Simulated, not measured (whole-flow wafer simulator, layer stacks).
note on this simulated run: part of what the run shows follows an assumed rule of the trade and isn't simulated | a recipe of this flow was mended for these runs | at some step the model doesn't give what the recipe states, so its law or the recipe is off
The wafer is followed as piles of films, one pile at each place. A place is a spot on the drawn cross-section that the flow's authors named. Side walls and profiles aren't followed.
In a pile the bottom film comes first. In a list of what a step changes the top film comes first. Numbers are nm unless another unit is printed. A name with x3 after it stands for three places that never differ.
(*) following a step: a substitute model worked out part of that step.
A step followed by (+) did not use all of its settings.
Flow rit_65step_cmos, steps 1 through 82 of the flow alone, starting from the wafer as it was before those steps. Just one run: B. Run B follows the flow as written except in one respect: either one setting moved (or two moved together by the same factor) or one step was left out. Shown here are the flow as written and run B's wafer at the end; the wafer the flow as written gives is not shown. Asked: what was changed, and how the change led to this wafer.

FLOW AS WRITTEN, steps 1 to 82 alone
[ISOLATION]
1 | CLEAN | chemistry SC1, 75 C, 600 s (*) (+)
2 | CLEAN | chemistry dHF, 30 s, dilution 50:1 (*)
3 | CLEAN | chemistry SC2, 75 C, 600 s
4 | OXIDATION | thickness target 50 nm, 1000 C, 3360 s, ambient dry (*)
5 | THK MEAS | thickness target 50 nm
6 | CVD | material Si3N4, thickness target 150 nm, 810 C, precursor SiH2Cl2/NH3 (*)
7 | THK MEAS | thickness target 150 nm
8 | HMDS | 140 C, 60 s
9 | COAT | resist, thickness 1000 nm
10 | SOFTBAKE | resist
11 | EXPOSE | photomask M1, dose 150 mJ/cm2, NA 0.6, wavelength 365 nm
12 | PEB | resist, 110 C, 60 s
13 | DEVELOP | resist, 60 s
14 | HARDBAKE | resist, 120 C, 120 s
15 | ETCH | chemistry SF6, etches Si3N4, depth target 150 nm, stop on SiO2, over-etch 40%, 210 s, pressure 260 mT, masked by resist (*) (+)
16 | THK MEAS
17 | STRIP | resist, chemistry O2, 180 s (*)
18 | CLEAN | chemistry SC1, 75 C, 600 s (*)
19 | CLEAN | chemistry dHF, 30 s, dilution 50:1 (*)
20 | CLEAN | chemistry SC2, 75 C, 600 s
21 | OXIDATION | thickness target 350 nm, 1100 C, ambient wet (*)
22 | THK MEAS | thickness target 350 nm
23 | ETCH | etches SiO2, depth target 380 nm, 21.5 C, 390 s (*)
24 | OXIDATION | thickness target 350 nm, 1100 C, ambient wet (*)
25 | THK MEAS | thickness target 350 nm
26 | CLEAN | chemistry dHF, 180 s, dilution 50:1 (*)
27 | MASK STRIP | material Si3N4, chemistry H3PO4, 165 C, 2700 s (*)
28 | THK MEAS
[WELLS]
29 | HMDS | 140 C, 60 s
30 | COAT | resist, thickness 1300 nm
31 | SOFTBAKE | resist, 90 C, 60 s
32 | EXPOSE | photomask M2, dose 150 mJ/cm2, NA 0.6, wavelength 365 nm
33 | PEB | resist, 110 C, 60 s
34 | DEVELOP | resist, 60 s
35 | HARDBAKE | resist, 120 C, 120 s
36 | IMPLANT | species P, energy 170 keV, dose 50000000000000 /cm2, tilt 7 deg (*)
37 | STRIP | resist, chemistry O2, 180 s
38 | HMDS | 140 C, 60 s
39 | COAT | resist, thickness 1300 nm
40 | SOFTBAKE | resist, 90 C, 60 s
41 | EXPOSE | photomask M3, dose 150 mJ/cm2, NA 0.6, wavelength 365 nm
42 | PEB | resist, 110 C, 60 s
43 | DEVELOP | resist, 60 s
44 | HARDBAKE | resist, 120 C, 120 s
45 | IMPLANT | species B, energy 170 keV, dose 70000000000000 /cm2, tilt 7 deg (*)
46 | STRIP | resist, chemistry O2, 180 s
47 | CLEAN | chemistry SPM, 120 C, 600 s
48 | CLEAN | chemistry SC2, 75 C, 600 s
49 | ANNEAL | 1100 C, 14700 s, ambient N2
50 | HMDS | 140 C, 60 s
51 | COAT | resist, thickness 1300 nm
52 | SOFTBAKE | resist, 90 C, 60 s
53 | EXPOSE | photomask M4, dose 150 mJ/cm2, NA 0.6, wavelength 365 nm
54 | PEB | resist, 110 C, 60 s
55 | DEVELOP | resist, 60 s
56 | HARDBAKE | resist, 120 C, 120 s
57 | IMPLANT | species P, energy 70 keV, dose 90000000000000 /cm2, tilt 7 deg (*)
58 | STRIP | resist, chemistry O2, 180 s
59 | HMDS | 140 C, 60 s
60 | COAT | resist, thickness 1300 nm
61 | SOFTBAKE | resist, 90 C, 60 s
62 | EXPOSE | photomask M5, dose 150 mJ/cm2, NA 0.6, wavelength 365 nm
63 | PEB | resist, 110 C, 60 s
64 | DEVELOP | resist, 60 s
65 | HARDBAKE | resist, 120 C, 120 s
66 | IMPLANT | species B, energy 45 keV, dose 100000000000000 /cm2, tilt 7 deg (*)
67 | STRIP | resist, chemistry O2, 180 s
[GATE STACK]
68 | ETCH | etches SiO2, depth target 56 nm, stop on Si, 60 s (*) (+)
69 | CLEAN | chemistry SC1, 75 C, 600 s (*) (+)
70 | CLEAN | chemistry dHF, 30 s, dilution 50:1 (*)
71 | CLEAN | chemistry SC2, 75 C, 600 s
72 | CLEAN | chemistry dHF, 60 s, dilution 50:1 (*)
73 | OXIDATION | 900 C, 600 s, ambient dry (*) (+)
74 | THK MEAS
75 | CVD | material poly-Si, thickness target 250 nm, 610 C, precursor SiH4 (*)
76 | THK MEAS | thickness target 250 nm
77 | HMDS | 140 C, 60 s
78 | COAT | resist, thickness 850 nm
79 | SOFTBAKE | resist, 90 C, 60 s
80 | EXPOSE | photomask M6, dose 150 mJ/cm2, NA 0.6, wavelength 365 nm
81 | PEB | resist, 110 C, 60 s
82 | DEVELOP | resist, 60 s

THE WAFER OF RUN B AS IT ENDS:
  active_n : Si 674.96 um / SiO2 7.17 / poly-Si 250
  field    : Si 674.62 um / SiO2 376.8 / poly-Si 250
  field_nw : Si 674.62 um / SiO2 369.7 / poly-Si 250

What caused this: step 24, OXIDATION: thickness target 476 nm was run, whereas the flow has thickness target 350 nm; step 27, MASK STRIP: 3672 s was run, where the flow has 2700 s.

The path from the change to this, step by step:
  24 | OXIDATION | thickness target 350 nm, 1100 C, ambient wet (*)
      active_n, active_p, gate_n and 7 more: SiO2 gains 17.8 (new film), Si3N4 loses 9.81 (it would be, as written: SiO2 gains 12 (new film), Si3N4 loses 6.61)
      field, field_pw, field_nw, field_p: SiO2 gains 476 (new film), Si loses 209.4 (it would be, as written: SiO2 gains 350 (new film), Si loses 154)
  26 | CLEAN | chemistry dHF, 180 s, dilution 50:1 (*)
      active_n, active_p, gate_n and 7 more: SiO2 loses 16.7 (it would be, as written: SiO2 loses 12 (all of it), Si3N4 loses 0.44)
  27 | MASK STRIP | material Si3N4, chemistry H3PO4, 165 C, 2700 s (*)
      active_n, active_p, gate_n and 7 more: SiO2 loses 1.1 (all of it), Si3N4 loses 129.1 (all of it), SiO2 loses 9.59 (it would be, as written: Si3N4 loses 131.8 (all of it), SiO2 loses 5.64)
      field, field_pw, field_nw, field_p: SiO2 loses 14.5 (it would be, as written: SiO2 loses 10.7)
  30 | COAT | resist, thickness 1300 nm
      field_pw, field_nw: resist gains 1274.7 (new film) (it would be, as written: resist gains 1313 (new film))
      field: resist gains 1263.8 (new film) (it would be, as written: resist gains 1315.7 (new film))
      (also at 1 further place)
  33 | PEB | resist, 110 C, 60 s
      field, field_p: resist loses 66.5 (it would be, as written: resist loses 69.2)
      field_pw, field_nw: resist loses 67 (it would be, as written: resist loses 69.1)
  34 | DEVELOP | resist, 60 s
      field_nw: resist loses 1207.6 (all of it) (it would be, as written: resist loses 1243.9 (all of it))
      field_p: resist loses 1197.4 (all of it) (it would be, as written: resist loses 1246.5 (all of it))
  35 | HARDBAKE | resist, 120 C, 120 s
      field: resist loses 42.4 (it would be, as written: resist loses 44.1)
      field_pw: resist loses 42.7 (it would be, as written: resist loses 44)
  37 | STRIP | resist, chemistry O2, 180 s
      field: resist loses 1154.9 (all of it) (it would be, as written: resist loses 1202.4 (all of it))
      field_pw: resist loses 1164.9 (all of it) (it would be, as written: resist loses 1199.9 (all of it))
  39 | COAT | resist, thickness 1300 nm
      field_pw, field_nw: resist gains 1274.7 (new film) (it would be, as written: resist gains 1313 (new film))
      field: resist gains 1263.8 (new film) (it would be, as written: resist gains 1315.7 (new film))
      (also at 1 further place)
  42 | PEB | resist, 110 C, 60 s
      field, field_p: resist loses 66.5 (it would be, as written: resist loses 69.2)
      field_pw, field_nw: resist loses 67 (it would be, as written: resist loses 69.1)
  43 | DEVELOP | resist, 60 s
      field: resist loses 1197.3 (all of it) (it would be, as written: resist loses 1246.5 (all of it))
      field_pw: resist loses 1207.6 (all of it) (it would be, as written: resist loses 1243.9 (all of it))
  44 | HARDBAKE | resist, 120 C, 120 s
      field_nw: resist loses 42.7 (it would be, as written: resist loses 44)
      field_p: resist loses 42.4 (it would be, as written: resist loses 44.1)
  46 | STRIP | resist, chemistry O2, 180 s
      field_nw: resist loses 1164.9 (all of it) (it would be, as written: resist loses 1199.9 (all of it))
      field_p: resist loses 1155 (all of it) (it would be, as written: resist loses 1202.3 (all of it))
  51 | COAT | resist, thickness 1300 nm
      field_pw, field_nw: resist gains 1274.7 (new film) (it would be, as written: resist gains 1313 (new film))
      field: resist gains 1263.8 (new film) (it would be, as written: resist gains 1315.7 (new film))
      (also at 1 further place)
  54 | PEB | resist, 110 C, 60 s
      field, field_p: resist loses 66.5 (it would be, as written: resist loses 69.2)
      field_pw, field_nw: resist loses 67 (it would be, as written: resist loses 69.1)
  55 | DEVELOP | resist, 60 s
      field_nw: resist loses 1207.6 (all of it) (it would be, as written: resist loses 1243.9 (all of it))
      field_p: resist loses 1197.4 (all of it) (it would be, as written: resist loses 1246.5 (all of it))
  ... 10 further steps ...
  82 | DEVELOP | resist, 60 s
      field: resist loses 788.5 (all of it) (it would be, as written: resist loses 832.7 (all of it))
      field_pw: resist loses 794.2 (all of it) (it would be, as written: resist loses 826 (all of it))
      (also at 2 further places)
